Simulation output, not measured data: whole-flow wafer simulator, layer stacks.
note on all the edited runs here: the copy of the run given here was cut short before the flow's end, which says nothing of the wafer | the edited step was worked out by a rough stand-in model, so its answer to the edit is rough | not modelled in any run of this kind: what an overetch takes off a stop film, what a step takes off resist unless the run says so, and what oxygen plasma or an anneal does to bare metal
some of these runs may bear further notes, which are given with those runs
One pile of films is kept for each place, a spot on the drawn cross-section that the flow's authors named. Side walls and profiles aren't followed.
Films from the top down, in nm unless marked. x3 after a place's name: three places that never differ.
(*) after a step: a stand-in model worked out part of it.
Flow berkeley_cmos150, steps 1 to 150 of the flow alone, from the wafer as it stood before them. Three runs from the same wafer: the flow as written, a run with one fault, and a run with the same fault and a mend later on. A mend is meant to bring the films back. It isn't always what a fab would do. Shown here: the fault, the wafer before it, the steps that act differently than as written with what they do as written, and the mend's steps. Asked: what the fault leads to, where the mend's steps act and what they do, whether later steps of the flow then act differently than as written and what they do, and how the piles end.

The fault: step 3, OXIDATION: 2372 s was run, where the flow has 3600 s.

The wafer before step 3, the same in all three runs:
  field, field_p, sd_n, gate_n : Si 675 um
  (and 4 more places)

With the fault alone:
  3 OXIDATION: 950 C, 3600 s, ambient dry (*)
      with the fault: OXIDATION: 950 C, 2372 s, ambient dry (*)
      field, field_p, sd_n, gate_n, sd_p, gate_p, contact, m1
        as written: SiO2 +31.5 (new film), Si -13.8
        with the fault: SiO2 +24.2 (new film), Si -10.6
  Later steps of the flow that act differently than as written (34 more steps differ only slightly, by at most 2% or 0.5 nm, whichever is larger, and aren't shown):
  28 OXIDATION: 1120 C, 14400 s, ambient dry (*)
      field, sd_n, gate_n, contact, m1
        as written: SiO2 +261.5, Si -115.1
        with the fault: SiO2 +267.4, Si -117.7
  At the end the piles differ from the flow's only slightly at the places that both follow, by at most 2% or 0.5 nm, whichever is larger.

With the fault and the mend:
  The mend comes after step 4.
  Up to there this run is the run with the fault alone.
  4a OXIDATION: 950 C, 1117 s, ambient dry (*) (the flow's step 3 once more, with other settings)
      field, field_p, sd_n, gate_n, sd_p, gate_p, contact, m1
        SiO2 +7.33, Si -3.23
  No later step of the flow acts differently than as written, at any place that is followed, by more than 2% or 0.5 nm, whichever is larger.
  At the end the piles are the same as the flow's at every place that both follow.
